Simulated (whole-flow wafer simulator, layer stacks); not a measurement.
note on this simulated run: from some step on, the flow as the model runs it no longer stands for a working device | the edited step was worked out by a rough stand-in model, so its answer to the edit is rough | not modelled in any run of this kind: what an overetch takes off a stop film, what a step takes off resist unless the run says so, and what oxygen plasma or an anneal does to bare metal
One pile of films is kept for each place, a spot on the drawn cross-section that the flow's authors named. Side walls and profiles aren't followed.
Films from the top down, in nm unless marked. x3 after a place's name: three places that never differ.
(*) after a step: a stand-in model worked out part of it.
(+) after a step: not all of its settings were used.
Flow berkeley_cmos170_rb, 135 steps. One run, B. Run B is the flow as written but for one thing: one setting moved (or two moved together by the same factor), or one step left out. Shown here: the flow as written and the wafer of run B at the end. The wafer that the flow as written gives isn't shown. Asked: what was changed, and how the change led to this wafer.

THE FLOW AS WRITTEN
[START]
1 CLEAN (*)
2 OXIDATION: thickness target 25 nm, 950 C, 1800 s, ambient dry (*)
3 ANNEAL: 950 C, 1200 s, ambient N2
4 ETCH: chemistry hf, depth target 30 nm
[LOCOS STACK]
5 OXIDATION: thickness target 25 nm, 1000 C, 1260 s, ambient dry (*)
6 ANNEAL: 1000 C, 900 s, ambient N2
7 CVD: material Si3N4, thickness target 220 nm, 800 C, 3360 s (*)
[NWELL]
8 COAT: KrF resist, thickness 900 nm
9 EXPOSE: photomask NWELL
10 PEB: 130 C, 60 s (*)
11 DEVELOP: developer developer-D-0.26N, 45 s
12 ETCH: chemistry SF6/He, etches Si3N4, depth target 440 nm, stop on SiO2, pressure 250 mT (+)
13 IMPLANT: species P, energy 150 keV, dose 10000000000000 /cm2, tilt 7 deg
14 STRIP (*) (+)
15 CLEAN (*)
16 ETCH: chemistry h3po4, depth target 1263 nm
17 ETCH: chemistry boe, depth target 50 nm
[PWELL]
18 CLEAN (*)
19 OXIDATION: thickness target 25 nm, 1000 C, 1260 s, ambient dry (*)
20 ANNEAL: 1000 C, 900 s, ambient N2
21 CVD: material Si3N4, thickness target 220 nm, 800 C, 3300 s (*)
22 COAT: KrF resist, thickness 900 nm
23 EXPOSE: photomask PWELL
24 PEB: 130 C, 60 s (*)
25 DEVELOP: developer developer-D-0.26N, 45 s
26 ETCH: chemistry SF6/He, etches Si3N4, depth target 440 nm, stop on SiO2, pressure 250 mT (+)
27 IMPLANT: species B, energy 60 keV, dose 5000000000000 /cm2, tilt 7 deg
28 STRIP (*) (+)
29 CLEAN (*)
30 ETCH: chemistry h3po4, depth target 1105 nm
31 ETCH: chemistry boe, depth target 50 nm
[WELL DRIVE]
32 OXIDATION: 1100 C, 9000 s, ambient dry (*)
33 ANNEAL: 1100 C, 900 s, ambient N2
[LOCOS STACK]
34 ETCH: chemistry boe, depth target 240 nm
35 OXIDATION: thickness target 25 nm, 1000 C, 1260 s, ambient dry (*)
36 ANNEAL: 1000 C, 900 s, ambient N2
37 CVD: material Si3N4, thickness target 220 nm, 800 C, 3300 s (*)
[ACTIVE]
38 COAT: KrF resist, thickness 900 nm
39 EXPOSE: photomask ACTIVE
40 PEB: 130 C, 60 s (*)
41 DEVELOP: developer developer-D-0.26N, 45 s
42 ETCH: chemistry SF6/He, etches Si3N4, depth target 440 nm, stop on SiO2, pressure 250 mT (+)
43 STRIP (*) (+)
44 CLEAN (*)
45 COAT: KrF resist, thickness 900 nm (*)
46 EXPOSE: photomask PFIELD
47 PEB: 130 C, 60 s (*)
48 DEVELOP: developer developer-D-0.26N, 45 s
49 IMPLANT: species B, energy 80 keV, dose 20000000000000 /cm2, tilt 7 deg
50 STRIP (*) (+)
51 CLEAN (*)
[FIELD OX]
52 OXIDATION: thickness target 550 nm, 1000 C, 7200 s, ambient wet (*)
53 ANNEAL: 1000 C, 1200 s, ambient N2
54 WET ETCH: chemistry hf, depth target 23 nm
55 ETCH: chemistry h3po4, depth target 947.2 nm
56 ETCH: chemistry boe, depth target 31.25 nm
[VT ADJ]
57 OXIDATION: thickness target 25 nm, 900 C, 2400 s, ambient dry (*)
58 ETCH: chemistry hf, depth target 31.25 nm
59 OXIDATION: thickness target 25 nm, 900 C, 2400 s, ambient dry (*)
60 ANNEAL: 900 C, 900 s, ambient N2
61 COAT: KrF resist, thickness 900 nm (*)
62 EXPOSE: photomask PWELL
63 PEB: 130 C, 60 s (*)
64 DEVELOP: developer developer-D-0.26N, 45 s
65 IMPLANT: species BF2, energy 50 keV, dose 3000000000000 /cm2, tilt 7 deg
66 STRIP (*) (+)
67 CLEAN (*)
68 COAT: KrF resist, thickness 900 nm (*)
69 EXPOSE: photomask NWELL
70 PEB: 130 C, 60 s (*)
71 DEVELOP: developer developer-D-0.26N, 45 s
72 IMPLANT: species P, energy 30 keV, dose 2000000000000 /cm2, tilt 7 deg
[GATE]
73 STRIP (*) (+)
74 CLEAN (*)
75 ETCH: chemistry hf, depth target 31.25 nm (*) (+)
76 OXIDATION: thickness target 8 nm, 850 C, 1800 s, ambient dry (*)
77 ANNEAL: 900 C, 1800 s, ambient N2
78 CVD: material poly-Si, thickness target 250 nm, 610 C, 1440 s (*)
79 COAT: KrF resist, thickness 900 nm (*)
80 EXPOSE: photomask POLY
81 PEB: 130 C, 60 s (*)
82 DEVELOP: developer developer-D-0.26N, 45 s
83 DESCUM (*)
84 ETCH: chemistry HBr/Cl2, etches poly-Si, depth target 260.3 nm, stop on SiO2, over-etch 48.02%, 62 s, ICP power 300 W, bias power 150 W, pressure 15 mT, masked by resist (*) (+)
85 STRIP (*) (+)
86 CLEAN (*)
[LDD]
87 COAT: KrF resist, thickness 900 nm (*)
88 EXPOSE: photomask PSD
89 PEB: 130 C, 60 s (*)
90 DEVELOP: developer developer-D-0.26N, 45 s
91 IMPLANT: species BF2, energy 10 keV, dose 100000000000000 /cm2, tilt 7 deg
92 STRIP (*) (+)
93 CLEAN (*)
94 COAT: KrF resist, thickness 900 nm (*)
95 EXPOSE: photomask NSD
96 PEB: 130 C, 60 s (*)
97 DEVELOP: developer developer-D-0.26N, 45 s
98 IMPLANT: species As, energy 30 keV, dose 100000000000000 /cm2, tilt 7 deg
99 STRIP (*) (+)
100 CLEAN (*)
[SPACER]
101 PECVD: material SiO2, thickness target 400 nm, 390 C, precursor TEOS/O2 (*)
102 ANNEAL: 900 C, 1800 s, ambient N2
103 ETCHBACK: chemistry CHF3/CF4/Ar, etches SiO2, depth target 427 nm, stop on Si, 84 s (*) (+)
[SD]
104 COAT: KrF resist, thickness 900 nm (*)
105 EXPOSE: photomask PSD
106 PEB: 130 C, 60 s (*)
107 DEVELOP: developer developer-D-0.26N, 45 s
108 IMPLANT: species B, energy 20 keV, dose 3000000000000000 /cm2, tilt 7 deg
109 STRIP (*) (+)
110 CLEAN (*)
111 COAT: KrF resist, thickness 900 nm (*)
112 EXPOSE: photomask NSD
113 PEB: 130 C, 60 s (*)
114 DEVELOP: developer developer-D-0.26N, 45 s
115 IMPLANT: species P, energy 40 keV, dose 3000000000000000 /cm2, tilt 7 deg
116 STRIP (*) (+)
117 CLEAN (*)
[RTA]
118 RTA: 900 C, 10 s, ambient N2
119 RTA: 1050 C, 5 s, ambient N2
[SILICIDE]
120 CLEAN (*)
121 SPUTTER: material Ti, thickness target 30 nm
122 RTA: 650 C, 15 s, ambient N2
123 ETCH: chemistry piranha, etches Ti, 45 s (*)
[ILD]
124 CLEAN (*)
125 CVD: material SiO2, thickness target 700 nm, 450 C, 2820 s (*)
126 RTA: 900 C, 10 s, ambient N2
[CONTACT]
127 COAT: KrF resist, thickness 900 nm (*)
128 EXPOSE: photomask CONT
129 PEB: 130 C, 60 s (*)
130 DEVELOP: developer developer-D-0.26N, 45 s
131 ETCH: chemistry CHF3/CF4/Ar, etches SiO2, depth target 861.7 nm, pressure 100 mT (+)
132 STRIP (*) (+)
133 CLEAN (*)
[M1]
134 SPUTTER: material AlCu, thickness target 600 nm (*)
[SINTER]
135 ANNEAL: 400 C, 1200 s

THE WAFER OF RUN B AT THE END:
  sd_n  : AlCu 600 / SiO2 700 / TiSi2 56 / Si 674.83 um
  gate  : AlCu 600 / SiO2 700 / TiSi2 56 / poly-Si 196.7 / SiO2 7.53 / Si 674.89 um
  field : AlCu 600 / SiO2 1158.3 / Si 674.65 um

The cause: step 32, OXIDATION: 4050 s was run, where the flow has 9000 s.

How the change led to this, step by step:
  32 OXIDATION: 1100 C, 9000 s, ambient dry (*)
      field, sd_n, spacer_n and 6 more: SiO2 +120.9 (new film), Si -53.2 (as written it would be: SiO2 +197.6 (new film), Si -86.9)
  34 ETCH: chemistry boe, depth target 240 nm
      field, sd_n, spacer_n and 6 more: SiO2 -120.9 (all of it) (as written it would be: SiO2 -197.6 (all of it))
